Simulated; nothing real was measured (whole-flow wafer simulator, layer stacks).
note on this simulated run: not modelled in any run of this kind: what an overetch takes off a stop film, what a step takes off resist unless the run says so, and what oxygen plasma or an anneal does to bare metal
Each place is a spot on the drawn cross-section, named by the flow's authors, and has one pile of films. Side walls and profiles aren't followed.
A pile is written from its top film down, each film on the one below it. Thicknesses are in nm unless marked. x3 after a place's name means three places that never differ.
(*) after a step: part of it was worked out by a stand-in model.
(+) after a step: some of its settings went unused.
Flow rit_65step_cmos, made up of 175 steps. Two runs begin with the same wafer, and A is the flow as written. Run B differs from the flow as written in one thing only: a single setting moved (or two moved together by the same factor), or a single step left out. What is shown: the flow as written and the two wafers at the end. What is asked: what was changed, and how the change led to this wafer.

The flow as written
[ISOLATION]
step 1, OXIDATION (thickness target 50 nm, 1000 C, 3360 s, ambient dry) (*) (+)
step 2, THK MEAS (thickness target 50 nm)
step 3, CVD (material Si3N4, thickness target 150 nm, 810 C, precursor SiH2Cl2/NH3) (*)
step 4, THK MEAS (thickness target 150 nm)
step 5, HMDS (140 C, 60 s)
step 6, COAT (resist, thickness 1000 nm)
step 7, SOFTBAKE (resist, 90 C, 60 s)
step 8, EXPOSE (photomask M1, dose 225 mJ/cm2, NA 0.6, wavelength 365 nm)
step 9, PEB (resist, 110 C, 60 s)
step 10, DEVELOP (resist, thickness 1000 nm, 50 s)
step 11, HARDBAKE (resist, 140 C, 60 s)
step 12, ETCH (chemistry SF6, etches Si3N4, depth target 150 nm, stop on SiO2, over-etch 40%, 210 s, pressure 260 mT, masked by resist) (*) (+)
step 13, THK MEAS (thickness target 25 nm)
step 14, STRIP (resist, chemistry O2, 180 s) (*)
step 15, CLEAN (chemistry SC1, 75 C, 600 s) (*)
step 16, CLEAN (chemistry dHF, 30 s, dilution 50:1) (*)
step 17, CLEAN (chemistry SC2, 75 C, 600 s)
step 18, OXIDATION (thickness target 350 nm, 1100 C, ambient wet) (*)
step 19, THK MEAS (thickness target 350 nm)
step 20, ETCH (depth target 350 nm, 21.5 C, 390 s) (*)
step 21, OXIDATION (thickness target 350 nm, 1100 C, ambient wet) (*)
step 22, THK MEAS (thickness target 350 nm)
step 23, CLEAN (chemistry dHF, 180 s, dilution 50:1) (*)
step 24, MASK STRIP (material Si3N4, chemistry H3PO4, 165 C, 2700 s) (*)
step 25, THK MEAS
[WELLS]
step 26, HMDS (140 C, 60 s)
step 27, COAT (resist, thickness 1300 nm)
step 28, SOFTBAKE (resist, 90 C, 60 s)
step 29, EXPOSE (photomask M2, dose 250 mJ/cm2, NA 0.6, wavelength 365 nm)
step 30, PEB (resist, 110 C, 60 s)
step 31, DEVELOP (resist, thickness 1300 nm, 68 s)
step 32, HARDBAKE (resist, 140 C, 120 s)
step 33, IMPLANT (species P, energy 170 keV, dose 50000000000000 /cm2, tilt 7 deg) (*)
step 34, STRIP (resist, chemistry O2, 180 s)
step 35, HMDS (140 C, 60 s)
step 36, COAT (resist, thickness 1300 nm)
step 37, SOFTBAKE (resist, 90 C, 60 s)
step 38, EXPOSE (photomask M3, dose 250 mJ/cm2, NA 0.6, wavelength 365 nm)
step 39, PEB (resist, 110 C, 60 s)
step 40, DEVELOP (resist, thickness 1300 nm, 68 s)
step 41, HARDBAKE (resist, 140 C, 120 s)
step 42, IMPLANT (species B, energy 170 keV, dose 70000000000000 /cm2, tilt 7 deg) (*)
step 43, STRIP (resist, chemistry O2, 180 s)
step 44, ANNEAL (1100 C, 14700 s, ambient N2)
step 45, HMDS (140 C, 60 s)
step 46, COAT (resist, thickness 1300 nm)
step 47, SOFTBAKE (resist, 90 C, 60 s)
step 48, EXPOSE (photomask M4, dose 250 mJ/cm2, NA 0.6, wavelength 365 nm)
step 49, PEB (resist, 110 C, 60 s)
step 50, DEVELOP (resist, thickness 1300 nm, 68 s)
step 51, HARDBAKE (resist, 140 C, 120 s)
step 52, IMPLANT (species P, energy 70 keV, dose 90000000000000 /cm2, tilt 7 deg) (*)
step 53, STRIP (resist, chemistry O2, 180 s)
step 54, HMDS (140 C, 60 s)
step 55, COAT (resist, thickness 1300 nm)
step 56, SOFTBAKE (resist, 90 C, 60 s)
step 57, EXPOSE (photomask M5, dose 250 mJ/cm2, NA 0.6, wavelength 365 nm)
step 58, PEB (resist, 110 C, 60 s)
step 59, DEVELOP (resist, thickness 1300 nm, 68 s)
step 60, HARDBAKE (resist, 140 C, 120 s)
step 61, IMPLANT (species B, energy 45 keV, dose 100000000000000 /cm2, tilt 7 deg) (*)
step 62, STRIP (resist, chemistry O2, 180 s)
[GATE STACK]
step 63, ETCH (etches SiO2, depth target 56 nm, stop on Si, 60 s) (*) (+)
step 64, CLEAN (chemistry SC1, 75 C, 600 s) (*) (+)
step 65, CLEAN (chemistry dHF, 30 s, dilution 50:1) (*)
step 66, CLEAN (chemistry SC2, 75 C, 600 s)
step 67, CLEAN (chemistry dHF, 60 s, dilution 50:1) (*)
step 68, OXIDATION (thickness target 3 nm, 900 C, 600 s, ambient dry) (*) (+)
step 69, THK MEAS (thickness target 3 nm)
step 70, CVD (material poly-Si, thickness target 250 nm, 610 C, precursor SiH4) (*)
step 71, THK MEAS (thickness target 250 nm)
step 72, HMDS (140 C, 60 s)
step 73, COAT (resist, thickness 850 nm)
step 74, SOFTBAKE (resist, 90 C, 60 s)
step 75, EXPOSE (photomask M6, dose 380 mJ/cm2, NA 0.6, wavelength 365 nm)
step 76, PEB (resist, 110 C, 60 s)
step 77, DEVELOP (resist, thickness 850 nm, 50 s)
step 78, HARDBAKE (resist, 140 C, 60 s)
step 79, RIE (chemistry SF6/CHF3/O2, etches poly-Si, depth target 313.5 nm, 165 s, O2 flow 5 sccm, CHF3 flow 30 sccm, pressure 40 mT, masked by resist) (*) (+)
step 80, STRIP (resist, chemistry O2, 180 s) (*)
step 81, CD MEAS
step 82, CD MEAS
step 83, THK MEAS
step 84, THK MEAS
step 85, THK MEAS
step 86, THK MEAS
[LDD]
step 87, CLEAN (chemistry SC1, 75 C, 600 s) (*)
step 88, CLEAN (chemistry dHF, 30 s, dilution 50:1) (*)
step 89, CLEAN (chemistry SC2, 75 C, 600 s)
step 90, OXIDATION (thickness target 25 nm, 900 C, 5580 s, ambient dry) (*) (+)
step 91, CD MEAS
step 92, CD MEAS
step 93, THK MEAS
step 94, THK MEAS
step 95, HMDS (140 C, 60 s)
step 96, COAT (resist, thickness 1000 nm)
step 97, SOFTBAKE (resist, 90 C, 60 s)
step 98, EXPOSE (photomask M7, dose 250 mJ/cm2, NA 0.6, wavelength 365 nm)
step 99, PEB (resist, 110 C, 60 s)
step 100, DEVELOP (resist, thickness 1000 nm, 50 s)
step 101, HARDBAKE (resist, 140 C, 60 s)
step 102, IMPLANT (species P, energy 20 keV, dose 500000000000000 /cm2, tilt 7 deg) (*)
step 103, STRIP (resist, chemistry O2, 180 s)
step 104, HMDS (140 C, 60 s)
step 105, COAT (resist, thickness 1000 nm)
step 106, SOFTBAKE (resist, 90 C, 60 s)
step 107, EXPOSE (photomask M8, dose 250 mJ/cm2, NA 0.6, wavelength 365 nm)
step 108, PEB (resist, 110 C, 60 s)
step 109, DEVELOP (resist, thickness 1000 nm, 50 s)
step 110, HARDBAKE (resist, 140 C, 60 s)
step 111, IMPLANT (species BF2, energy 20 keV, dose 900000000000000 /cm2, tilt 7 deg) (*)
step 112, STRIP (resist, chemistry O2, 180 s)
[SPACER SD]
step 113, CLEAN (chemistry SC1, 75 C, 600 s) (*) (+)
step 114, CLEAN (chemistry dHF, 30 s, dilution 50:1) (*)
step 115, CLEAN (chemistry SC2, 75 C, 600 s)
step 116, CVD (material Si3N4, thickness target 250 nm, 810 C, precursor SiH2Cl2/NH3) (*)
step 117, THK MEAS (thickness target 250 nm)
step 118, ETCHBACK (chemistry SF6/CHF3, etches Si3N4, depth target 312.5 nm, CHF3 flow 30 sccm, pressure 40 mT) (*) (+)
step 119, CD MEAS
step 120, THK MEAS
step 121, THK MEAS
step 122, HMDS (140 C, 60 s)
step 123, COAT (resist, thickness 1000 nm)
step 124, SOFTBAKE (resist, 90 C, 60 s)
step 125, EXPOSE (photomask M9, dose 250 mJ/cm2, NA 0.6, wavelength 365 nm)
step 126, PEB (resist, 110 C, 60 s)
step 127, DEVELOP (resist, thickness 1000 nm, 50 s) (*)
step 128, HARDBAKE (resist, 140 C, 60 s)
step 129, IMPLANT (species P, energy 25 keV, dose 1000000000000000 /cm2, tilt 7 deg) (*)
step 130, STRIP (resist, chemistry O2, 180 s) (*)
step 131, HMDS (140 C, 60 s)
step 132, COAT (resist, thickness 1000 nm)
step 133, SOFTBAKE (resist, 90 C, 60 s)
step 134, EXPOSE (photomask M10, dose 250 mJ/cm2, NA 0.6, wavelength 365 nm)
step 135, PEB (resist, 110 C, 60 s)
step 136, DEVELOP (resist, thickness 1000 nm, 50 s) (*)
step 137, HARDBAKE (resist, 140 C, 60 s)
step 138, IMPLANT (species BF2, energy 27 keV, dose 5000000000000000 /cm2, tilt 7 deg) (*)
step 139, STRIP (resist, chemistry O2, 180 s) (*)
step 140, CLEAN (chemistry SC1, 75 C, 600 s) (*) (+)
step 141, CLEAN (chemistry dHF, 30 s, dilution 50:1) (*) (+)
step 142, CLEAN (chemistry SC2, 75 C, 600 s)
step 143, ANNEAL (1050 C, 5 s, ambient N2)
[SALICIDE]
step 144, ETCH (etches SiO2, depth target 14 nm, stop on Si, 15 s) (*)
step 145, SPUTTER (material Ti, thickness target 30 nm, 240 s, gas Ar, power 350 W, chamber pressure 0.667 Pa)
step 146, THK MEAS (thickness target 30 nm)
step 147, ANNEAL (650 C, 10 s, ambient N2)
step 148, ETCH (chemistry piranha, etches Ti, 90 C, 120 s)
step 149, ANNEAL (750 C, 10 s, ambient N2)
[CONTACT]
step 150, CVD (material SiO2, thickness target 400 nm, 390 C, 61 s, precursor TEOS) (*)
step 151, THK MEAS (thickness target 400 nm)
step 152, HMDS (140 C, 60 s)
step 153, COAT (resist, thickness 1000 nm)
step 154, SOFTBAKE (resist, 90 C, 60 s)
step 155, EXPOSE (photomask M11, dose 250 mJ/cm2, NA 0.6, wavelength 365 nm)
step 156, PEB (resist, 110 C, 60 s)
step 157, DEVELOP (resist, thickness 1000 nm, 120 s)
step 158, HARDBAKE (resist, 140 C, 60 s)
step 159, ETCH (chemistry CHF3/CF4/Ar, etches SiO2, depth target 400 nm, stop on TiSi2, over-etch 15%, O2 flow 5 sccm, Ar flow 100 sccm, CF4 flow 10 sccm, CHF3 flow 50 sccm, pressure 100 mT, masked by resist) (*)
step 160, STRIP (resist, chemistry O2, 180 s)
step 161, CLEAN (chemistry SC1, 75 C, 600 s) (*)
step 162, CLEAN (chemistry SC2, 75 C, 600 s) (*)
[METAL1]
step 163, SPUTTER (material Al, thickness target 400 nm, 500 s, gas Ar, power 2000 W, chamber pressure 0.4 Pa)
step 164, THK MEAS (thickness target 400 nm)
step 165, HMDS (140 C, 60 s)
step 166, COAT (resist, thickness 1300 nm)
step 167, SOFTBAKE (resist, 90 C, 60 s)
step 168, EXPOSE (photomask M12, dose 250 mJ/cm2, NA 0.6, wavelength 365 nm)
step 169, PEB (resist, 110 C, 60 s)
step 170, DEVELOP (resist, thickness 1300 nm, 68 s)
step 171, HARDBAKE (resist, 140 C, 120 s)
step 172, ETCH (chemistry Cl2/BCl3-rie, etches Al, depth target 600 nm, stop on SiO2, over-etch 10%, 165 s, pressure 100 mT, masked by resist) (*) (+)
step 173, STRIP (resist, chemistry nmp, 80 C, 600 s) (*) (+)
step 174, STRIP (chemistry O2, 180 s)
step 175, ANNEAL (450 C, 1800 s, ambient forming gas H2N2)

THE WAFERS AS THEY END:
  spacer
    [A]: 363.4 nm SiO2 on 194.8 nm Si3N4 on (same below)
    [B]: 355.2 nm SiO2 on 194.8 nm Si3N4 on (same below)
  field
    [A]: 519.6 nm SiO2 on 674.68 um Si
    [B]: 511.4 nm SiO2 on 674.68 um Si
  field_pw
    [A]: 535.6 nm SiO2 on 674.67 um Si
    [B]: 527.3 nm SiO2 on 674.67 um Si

Cause: step 163, SPUTTER: thickness target 334 nm was run, though the flow has thickness target 400 nm; step 163, SPUTTER: 418 s was run, where the flow has 500 s.

The path from the change to this, step by step:
  step 163, SPUTTER (material Al, thickness target 400 nm, 500 s, gas Ar, power 2000 W, chamber pressure 0.4 Pa)
      field, field_p, spacer, spacer_p: A Al gains 400 (new film) | B Al gains 334 (new film)
      gate_n, gate_p: A Al gains 396 (new film) | B Al gains 334 (new film)
      (also at 2 further places)
  step 172, ETCH (chemistry Cl2/BCl3-rie, etches Al, depth target 600 nm, stop on SiO2, over-etch 10%, 165 s, pressure 100 mT, masked by resist) (*) (+)
      field, field_p, spacer, spacer_p: A Al loses 400 (all of it), SiO2 loses 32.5 | B Al loses 334 (all of it), SiO2 loses 40.8
      gate_n, gate_p: A Al loses 396 (all of it), SiO2 loses 33 | B Al loses 334 (all of it), SiO2 loses 40.8
      (also at 2 further places)
